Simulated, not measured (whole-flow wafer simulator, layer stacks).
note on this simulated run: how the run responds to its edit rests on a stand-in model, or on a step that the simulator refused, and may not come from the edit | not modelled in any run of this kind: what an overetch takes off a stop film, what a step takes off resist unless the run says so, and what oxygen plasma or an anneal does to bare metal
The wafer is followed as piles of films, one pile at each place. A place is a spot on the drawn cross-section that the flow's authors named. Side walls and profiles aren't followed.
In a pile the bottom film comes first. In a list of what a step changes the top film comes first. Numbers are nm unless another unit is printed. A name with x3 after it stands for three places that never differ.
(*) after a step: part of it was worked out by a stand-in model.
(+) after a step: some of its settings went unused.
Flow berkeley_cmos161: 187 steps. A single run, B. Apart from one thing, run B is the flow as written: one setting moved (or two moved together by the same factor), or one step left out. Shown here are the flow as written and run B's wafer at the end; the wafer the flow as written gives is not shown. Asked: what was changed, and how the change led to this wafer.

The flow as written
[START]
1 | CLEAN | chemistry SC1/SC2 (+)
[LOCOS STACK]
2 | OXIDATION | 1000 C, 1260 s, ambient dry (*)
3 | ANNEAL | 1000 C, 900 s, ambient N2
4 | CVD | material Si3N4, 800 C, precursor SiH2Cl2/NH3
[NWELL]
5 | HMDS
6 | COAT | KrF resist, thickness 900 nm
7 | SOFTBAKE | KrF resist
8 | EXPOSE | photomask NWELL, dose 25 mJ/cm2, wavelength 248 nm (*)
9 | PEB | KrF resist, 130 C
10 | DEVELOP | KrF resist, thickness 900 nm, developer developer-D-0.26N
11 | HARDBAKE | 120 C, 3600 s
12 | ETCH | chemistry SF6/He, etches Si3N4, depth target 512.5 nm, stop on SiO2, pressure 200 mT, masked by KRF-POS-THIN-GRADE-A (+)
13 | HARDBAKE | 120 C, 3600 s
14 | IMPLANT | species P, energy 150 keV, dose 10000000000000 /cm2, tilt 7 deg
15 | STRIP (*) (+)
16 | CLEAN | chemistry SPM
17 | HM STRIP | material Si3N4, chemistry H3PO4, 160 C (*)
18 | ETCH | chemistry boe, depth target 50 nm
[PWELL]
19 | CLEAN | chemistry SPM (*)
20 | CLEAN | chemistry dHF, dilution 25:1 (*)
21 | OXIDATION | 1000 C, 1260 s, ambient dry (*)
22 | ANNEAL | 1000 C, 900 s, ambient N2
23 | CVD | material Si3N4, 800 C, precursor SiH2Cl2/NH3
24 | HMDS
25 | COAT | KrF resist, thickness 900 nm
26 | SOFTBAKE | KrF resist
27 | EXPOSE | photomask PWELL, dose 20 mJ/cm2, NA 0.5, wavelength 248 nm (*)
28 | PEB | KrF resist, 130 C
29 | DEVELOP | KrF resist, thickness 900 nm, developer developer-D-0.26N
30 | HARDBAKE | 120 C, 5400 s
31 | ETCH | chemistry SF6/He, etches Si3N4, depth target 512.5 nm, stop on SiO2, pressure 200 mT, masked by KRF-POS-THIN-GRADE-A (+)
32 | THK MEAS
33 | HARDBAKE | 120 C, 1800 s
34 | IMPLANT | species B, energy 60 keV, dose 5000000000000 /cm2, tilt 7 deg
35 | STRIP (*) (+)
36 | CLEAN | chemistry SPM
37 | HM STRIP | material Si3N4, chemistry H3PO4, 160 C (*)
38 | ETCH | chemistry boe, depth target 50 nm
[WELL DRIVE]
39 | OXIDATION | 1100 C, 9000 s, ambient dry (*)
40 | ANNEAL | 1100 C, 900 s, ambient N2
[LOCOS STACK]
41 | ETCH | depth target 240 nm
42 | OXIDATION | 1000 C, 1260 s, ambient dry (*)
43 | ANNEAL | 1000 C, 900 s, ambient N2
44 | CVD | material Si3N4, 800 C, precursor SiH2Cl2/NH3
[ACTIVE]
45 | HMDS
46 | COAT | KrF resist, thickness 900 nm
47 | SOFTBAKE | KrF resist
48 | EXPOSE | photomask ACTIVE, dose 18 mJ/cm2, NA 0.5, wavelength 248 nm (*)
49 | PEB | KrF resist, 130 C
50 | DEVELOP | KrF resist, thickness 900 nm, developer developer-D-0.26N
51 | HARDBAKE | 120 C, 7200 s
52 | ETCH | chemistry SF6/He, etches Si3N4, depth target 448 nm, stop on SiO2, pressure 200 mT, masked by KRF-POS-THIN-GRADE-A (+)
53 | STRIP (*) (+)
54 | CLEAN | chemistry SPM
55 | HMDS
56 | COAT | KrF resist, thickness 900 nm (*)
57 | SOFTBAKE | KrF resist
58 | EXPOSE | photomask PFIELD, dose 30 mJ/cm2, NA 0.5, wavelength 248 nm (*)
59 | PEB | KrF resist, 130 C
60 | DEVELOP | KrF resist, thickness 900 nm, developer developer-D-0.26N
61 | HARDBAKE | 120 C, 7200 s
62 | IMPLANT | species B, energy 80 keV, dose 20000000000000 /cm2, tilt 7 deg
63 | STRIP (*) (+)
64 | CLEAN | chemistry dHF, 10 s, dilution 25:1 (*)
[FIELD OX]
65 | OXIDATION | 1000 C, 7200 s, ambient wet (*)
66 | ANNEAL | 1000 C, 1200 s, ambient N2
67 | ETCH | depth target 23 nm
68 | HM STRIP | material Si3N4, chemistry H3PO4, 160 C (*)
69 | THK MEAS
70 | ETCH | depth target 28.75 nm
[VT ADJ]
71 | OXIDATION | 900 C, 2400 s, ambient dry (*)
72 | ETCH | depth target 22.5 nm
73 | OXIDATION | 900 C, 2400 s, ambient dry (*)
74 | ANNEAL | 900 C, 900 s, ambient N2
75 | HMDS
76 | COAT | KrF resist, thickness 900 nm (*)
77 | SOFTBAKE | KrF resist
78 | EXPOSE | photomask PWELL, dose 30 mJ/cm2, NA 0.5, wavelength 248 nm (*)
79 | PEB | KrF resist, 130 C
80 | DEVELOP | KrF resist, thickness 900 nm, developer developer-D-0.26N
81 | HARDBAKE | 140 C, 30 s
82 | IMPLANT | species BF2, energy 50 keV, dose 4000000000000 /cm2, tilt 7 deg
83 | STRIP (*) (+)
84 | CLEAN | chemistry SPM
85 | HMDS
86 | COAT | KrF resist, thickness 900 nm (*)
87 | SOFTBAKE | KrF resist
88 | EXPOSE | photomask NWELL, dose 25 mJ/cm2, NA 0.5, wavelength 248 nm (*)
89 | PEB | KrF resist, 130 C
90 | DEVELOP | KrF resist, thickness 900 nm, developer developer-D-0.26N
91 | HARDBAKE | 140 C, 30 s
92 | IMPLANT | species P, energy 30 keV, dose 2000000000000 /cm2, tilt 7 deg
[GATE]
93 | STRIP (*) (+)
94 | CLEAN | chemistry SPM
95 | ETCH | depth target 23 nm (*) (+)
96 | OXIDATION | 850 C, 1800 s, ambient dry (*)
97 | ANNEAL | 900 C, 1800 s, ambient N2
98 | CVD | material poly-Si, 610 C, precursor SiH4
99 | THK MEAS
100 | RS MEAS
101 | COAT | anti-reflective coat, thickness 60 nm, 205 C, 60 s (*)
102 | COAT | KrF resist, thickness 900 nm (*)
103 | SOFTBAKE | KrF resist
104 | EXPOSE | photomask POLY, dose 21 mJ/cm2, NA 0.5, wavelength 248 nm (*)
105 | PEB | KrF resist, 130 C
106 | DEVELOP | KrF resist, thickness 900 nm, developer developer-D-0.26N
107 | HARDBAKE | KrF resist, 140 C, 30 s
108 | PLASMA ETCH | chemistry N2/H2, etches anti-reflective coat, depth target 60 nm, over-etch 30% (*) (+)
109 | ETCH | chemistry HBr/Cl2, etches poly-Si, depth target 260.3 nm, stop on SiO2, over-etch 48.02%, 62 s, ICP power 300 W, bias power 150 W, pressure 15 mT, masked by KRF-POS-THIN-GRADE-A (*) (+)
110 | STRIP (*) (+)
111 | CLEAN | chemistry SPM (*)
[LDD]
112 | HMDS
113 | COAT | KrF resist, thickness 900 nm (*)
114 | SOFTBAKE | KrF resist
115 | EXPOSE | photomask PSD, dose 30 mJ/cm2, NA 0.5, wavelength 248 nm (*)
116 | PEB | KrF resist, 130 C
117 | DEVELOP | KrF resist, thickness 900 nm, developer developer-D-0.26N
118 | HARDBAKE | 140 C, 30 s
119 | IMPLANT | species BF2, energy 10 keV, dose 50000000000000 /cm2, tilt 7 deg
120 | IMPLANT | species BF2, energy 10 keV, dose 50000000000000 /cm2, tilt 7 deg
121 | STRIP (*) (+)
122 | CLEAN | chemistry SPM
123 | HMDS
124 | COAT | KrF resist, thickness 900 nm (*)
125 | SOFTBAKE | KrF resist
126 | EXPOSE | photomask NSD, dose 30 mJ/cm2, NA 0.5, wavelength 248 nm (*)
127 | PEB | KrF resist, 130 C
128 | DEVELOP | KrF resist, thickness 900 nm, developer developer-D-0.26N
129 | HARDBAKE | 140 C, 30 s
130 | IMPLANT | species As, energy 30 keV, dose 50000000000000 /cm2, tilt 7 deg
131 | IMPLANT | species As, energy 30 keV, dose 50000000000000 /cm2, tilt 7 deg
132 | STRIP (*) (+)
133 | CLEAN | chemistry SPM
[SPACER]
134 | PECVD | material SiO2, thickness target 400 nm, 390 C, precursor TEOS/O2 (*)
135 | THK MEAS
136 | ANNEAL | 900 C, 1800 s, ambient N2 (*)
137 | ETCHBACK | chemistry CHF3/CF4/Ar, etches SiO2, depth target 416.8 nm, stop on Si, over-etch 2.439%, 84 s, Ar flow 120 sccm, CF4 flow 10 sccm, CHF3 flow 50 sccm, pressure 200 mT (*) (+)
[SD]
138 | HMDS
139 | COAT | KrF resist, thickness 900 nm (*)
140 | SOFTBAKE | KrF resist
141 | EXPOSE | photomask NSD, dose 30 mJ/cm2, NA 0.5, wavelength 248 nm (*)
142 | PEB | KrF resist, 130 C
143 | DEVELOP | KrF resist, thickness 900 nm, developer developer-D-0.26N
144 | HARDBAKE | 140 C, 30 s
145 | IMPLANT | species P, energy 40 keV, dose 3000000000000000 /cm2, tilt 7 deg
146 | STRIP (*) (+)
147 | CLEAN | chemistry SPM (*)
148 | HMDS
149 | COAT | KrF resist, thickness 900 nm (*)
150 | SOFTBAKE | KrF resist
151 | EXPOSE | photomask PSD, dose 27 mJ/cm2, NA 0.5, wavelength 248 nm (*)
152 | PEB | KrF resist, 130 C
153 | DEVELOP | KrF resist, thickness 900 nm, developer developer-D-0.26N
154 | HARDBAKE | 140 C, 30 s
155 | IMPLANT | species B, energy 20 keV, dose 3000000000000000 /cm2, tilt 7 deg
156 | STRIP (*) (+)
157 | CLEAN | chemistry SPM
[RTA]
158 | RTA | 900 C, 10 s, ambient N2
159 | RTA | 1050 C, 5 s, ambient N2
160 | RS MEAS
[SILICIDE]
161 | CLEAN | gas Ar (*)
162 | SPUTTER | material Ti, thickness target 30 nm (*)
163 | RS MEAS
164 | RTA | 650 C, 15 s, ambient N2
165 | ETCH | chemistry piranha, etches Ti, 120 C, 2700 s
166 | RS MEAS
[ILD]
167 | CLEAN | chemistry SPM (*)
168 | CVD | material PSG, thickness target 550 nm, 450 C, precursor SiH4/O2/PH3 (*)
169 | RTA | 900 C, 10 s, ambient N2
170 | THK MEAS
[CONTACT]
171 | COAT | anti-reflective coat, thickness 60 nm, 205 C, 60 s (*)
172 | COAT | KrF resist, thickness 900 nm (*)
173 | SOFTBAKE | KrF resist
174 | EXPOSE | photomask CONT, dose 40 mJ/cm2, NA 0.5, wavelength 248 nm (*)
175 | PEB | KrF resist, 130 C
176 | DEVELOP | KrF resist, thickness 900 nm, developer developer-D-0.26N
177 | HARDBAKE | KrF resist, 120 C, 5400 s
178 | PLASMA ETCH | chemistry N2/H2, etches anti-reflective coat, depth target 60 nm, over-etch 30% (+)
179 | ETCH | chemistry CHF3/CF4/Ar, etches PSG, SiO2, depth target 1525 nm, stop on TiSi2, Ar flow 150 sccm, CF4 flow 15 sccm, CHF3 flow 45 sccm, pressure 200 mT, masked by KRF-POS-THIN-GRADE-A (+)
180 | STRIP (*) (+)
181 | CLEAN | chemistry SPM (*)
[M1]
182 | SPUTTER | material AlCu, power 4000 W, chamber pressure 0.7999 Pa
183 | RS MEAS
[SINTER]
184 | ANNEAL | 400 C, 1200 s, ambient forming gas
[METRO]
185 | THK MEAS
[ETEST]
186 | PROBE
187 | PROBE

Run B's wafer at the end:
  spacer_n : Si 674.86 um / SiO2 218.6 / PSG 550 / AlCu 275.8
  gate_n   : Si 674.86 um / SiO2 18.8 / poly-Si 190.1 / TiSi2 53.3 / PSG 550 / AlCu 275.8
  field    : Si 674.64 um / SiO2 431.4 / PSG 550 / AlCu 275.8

Cause: step 95, ETCH: depth target 23 nm (*) (+), was not run.

The path from the change to this, step by step:
  96 | OXIDATION | 850 C, 1800 s, ambient dry (*)
      sd_n, spacer_n, gate_n, sd_p, spacer_p, gate_p, contact, m1: SiO2 gains 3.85, Si loses 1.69 (it would be, as written: SiO2 gains 7.48 (new film), Si loses 3.29)
  101 | COAT | anti-reflective coat, thickness 60 nm, 205 C, 60 s (*)
      sd_n: anti-reflective coat gains 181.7 (new film) (it would be, as written: anti-reflective coat gains 173.5 (new film))
      spacer_n: anti-reflective coat gains 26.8 (new film) (it would be, as written: anti-reflective coat gains 28.7 (new film))
      (and at 4 other places as well)
  108 | PLASMA ETCH | chemistry N2/H2, etches anti-reflective coat, depth target 60 nm, over-etch 30% (*) (+)
      sd_n: anti-reflective coat loses 181.7 (all of it), poly-Si loses 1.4 (it would be, as written: anti-reflective coat loses 173.5 (all of it), poly-Si loses 1.33)
      spacer_n: anti-reflective coat loses 26.8 (all of it), poly-Si loses 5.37 (it would be, as written: anti-reflective coat loses 28.7 (all of it), poly-Si loses 5.05)
      (and at 2 other places as well)
  110 | STRIP (*) (+)
      gate_n: chemical SiO2 gains 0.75 (new film), KrF resist loses 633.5 (all of it), anti-reflective coat loses 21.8 (all of it), poly-Si loses 0.33 (it would be, as written: chemical SiO2 gains 0.75 (new film), KrF resist loses 626.8 (all of it), anti-reflective coat loses 23.7 (all of it), poly-Si loses 0.33)
      gate_p: chemical SiO2 gains 0.75 (new film), KrF resist loses 602.1 (all of it), anti-reflective coat loses 26.9 (all of it), poly-Si loses 0.33 (it would be, as written: chemical SiO2 gains 0.75 (new film), KrF resist loses 598.2 (all of it), anti-reflective coat loses 27.9 (all of it), poly-Si loses 0.33)
  137 | ETCHBACK | chemistry CHF3/CF4/Ar, etches SiO2, depth target 416.8 nm, stop on Si, over-etch 2.439%, 84 s, Ar flow 120 sccm, CF4 flow 10 sccm, CHF3 flow 50 sccm, pressure 200 mT (*) (+)
      sd_n: SiO2 loses 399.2 (all of it) (it would be, as written: SiO2 loses 387.9 (all of it))
      sd_p: SiO2 loses 383.9 (all of it) (it would be, as written: SiO2 loses 373.4 (all of it))
      (and at 2 other places as well)
  171 | COAT | anti-reflective coat, thickness 60 nm, 205 C, 60 s (*)
      sd_n: anti-reflective coat gains 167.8 (new film) (it would be, as written: anti-reflective coat gains 149.7 (new film))
      sd_p: anti-reflective coat gains 94.6 (new film) (it would be, as written: anti-reflective coat gains 91.6 (new film))
      (and at 1 other place as well)
  180 | STRIP (*) (+)
      sd_n: KrF resist loses 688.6 (all of it), anti-reflective coat loses 167.8 (all of it) (it would be, as written: KrF resist loses 692.5 (all of it), anti-reflective coat loses 149.7 (all of it))
      sd_p: KrF resist loses 789.4 (all of it), anti-reflective coat loses 94.6 (all of it) (it would be, as written: KrF resist loses 777.2 (all of it), anti-reflective coat loses 91.6 (all of it))
      (and at 1 other place as well)
  182 | SPUTTER | material AlCu, power 4000 W, chamber pressure 0.7999 Pa
      sd_p: AlCu gains 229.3 (new film) (it would be, as written: AlCu gains 234.7 (new film))
